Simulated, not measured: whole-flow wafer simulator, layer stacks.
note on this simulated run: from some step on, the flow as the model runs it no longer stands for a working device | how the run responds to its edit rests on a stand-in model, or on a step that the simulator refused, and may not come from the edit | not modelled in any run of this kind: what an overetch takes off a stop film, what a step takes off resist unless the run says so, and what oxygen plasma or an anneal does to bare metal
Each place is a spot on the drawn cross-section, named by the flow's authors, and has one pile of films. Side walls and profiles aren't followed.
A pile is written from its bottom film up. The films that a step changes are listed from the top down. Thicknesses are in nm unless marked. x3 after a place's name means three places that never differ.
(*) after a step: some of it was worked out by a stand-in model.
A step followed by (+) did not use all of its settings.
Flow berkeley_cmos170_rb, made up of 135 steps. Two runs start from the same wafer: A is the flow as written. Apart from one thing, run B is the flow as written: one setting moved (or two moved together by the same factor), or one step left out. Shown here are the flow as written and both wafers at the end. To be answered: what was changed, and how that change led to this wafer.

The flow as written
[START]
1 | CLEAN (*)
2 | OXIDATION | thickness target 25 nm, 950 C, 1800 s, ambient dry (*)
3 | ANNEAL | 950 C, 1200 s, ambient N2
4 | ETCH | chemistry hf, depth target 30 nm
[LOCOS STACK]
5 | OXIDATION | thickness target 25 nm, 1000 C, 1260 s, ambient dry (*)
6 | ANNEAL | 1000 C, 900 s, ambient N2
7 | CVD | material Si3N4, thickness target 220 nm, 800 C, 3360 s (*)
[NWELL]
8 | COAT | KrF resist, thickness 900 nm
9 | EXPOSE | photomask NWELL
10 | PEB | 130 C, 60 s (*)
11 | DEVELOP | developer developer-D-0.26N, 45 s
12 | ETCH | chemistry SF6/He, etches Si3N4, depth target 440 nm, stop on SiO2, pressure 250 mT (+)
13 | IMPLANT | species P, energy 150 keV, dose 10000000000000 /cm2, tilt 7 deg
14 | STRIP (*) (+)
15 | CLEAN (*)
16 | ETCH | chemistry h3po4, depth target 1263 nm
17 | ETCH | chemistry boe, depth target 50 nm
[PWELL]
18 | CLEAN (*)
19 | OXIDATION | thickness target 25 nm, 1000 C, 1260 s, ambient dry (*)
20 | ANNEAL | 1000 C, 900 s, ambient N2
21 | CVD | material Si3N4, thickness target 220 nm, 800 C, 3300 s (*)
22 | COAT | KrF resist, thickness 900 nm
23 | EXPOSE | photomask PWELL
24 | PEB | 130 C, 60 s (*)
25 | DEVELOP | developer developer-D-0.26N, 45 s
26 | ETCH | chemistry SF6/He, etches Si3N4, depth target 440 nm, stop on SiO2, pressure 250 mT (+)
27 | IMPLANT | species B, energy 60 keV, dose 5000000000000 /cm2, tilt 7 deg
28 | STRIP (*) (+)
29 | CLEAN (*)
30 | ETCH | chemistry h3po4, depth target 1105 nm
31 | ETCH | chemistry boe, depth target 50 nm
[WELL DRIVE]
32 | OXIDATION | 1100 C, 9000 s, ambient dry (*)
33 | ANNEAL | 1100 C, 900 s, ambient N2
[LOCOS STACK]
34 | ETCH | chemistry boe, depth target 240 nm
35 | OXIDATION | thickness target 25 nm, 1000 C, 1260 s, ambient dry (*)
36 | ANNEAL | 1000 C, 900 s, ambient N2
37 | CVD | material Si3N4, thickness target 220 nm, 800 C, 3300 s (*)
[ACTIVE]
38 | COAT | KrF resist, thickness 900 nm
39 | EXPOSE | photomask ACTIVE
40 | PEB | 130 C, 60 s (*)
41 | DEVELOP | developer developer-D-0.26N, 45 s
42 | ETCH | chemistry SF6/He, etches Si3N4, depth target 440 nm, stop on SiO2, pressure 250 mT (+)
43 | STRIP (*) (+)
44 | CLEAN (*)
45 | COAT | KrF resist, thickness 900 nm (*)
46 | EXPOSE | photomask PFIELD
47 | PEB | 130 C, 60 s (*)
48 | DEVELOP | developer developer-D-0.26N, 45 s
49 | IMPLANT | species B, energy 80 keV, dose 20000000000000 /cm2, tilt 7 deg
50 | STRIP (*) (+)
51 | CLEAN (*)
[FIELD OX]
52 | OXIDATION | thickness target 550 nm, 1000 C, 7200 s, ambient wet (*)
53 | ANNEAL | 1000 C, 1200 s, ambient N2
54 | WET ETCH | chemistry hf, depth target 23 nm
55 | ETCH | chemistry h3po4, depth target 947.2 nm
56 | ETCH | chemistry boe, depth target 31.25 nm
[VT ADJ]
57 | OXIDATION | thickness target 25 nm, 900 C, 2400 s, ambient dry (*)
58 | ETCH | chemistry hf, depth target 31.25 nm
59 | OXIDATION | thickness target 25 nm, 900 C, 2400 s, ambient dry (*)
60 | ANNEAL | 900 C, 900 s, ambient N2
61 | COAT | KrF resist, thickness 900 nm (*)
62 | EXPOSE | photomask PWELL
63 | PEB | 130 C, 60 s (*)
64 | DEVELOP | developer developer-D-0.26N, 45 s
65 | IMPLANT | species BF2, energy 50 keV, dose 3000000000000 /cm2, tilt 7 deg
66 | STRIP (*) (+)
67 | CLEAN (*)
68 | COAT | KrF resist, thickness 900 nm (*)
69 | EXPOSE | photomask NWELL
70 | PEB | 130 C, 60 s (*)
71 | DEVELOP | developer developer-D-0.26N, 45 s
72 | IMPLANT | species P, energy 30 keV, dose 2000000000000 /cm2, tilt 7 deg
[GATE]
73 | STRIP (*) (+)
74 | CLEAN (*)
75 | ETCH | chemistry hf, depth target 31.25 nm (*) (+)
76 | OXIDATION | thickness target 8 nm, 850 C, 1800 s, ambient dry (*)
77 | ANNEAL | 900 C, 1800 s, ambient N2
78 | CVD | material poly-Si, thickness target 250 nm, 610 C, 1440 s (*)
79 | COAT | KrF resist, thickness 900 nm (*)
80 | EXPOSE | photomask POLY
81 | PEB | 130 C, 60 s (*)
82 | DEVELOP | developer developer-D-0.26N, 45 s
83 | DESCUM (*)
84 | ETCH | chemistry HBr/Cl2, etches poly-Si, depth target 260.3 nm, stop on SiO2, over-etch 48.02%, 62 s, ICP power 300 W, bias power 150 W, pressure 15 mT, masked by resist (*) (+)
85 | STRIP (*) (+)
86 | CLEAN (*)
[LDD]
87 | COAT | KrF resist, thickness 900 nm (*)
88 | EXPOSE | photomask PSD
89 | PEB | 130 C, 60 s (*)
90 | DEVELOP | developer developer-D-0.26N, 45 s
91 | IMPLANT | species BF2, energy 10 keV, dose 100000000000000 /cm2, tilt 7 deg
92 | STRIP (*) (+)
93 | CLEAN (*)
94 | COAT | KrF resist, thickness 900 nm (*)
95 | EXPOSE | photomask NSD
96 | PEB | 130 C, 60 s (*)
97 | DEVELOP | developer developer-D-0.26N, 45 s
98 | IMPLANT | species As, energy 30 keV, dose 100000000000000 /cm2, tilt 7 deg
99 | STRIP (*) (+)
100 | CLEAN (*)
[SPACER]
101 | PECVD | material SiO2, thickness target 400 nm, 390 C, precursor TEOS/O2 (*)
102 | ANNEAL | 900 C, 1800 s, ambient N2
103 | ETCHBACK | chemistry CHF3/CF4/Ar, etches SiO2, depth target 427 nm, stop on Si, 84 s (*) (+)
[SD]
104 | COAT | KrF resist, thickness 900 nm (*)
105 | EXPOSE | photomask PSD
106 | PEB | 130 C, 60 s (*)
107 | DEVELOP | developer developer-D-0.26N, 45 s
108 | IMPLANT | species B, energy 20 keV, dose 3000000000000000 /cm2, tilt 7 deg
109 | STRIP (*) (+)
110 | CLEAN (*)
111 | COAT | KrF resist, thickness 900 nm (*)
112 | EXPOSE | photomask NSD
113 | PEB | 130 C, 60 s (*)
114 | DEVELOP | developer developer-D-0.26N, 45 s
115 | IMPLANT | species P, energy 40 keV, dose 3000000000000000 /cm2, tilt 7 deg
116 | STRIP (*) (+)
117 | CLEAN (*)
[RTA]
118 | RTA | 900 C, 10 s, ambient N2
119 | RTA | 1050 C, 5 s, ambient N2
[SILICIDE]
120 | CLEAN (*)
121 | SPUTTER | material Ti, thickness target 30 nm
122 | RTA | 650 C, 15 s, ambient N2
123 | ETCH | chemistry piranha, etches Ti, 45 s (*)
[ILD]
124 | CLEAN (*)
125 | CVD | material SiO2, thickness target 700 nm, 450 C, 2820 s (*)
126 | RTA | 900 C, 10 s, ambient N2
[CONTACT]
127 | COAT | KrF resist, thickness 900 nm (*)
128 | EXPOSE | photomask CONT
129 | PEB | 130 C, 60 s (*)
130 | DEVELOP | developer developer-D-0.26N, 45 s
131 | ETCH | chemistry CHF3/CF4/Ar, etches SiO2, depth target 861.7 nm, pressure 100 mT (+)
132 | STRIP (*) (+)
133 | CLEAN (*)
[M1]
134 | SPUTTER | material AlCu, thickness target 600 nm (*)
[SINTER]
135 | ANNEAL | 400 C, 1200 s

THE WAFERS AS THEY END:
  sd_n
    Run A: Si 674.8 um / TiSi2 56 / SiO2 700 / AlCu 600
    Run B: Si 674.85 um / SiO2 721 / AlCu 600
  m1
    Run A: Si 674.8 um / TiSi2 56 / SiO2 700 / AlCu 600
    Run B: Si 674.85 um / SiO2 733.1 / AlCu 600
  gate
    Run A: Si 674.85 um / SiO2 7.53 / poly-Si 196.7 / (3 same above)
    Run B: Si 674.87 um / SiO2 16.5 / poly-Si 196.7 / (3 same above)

The reason: step 34, ETCH: depth target 120 nm was run, while the flow as written has depth target 240 nm.

How this came from the change, step by step:
  34 | ETCH | chemistry boe, depth target 240 nm
      field, sd_n, spacer_n and 6 more: A -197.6 SiO2 (all of it) | B -120 SiO2
  35 | OXIDATION | thickness target 25 nm, 1000 C, 1260 s, ambient dry (*)
      field, sd_n, spacer_n and 6 more: A +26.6 SiO2 (new film), -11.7 Si | B +12.9 SiO2, -5.68 Si
  52 | OXIDATION | thickness target 550 nm, 1000 C, 7200 s, ambient wet (*)
      spacer_n: A +12.9 SiO2 (new film), -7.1 Si3N4 | B +12.9 SiO2 (new film), -7.1 Si3N4, +0.19 SiO2, -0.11 Si
      gate: A +12.9 SiO2 (new film), -7.1 Si3N4, +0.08 SiO2, -0.08 Si | B +12.9 SiO2 (new film), -7.1 Si3N4, +0.11 SiO2
      (and at 7 other places as well)
  56 | ETCH | chemistry boe, depth target 31.25 nm
      spacer_n, gate, sd_p, spacer_p, gate_p, contact: A -26.6 SiO2 (all of it) | B -31.2 SiO2
      sd_n: A -28.8 SiO2 (all of it) | B -31.3 SiO2
      (and at 1 other place as well)
  57 | OXIDATION | thickness target 25 nm, 900 C, 2400 s, ambient dry (*)
      spacer_n, gate, spacer_p, gate_p: A +15 SiO2 (new film), -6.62 Si | B +7.82 SiO2, -3.44 Si
      sd_n: A +15 SiO2 (new film), -6.62 Si | B +4.45 SiO2, -1.96 Si
      (and at 3 other places as well)
  58 | ETCH | chemistry hf, depth target 31.25 nm
      sd_n, spacer_n, gate, sd_p, spacer_p, gate_p, contact, m1: A -15 SiO2 (all of it) | B -31.2 SiO2
  59 | OXIDATION | thickness target 25 nm, 900 C, 2400 s, ambient dry (*)
      spacer_n, gate, gate_p: A +15 SiO2 (new film), -6.62 Si | B +7.67 SiO2, -3.37 Si
      sd_n: A +15 SiO2 (new film), -6.62 Si | B +6.85 SiO2, -3.02 Si
      (and at 4 other places as well)
  75 | ETCH | chemistry hf, depth target 31.25 nm (*) (+)
      sd_n, spacer_n, gate, spacer_p, gate_p, contact: A -15 SiO2 (all of it) | B -31.2 SiO2
      sd_p, m1: A -15 SiO2 (all of it) | B -31.3 SiO2
  76 | OXIDATION | thickness target 8 nm, 850 C, 1800 s, ambient dry (*)
      gate, gate_p: A +7.53 SiO2 (new film), -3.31 Si | B +4.17 SiO2, -1.84 Si
      sd_n: A +7.53 SiO2 (new film), -3.31 Si | B +3.19 SiO2, -1.41 Si
      (and at 5 other places as well)
  85 | STRIP (*) (+)
      gate: A -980 KrF resist (all of it) | B -1001.7 KrF resist (all of it)
      gate_p: A -979.9 KrF resist (all of it) | B -1001.7 KrF resist (all of it)
  87 | COAT | KrF resist, thickness 900 nm (*)
      gate: A +706 KrF resist (new film) | B +720.9 KrF resist (new film)
  92 | STRIP (*) (+)
      gate: A -691.8 KrF resist (all of it) | B -706.7 KrF resist (all of it)
  94 | COAT | KrF resist, thickness 900 nm (*)
      gate: A +706 KrF resist (new film) | B +720.9 KrF resist (new film)
  97 | DEVELOP | developer developer-D-0.26N, 45 s
      gate: A -706 KrF resist (all of it) | B -720.9 KrF resist (all of it)
  103 | ETCHBACK | chemistry CHF3/CF4/Ar, etches SiO2, depth target 427 nm, stop on Si, 84 s (*) (+)
      sd_n, m1: A -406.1 SiO2 (all of it) | B -427 SiO2
      sd_p: A -388.4 SiO2 (all of it) | B -410.2 SiO2 (all of it)
      (and at 1 other place as well)
  104 | COAT | KrF resist, thickness 900 nm (*)
      sd_p: A +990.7 KrF resist (new film) | B +1013.6 KrF resist (new film)
  ... 10 further steps ...
  134 | SPUTTER | material AlCu, thickness target 600 nm (*)
      sd_p: A +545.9 AlCu (new film) | B +534.2 AlCu (new film)
